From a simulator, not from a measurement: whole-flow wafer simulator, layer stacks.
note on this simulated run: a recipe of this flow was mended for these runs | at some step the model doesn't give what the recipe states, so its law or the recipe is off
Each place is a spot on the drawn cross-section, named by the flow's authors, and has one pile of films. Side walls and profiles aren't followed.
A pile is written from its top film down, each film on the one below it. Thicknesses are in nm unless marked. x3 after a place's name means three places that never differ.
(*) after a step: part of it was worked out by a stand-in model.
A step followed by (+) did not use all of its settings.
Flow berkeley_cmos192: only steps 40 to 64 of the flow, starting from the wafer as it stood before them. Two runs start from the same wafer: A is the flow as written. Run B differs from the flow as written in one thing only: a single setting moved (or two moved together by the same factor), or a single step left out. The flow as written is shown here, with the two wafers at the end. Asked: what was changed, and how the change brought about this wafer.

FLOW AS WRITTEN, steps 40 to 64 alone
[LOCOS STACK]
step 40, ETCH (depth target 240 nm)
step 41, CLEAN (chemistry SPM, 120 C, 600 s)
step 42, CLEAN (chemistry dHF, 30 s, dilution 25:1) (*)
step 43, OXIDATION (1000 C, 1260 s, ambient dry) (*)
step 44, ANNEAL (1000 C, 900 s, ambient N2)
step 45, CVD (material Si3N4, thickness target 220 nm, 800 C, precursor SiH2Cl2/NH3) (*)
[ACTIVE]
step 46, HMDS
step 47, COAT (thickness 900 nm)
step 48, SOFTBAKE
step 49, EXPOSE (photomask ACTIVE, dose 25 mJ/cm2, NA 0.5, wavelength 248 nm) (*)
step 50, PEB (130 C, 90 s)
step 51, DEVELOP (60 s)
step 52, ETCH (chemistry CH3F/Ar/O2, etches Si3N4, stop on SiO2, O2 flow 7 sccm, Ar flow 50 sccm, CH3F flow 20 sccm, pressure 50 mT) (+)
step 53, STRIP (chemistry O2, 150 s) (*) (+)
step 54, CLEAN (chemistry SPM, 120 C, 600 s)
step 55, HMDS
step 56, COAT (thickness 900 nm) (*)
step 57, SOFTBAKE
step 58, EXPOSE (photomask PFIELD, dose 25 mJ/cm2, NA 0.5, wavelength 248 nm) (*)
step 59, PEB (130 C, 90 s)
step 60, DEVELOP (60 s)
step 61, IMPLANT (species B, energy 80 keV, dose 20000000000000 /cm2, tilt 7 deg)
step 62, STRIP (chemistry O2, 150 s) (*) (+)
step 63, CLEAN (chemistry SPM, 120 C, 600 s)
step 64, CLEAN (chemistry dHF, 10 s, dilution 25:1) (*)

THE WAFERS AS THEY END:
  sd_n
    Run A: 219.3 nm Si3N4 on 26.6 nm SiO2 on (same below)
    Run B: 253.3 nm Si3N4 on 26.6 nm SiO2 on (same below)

Cause: step 45, CVD: thickness target 254 nm was run, while the flow as written has thickness target 220 nm.

The path from the change to this, step by step:
  step 45, CVD (material Si3N4, thickness target 220 nm, 800 C, precursor SiH2Cl2/NH3) (*)
      field, sd_n, spacer_n and 6 more: A +220 Si3N4 (new film) | B +254 Si3N4 (new film)
  step 52, ETCH (chemistry CH3F/Ar/O2, etches Si3N4, stop on SiO2, O2 flow 7 sccm, Ar flow 50 sccm, CH3F flow 20 sccm, pressure 50 mT) (+)
      sd_n, spacer_n, gate, sd_p, spacer_p, gate_p, contact, m1: A -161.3 KrF-resist | B -184 KrF-resist
      field: A -220 Si3N4 (all of it), -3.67 SiO2 | B -254 Si3N4 (all of it), -3.67 SiO2
  step 53, STRIP (chemistry O2, 150 s) (*) (+)
      sd_n, spacer_n, gate, sd_p, spacer_p, gate_p, contact, m1: A -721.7 KrF-resist (all of it) | B -699.1 KrF-resist (all of it)
  step 56, COAT (thickness 900 nm) (*)
      sd_n: A +785.2 KrF-resist (new film) | B +767.9 KrF-resist (new film)
      m1: A +787.2 KrF-resist (new film) | B +770.9 KrF-resist (new film)
  step 62, STRIP (chemistry O2, 150 s) (*) (+)
      sd_n: A -768.5 KrF-resist (all of it) | B -751.4 KrF-resist (all of it)
      m1: A -770.6 KrF-resist (all of it) | B -754.3 KrF-resist (all of it)
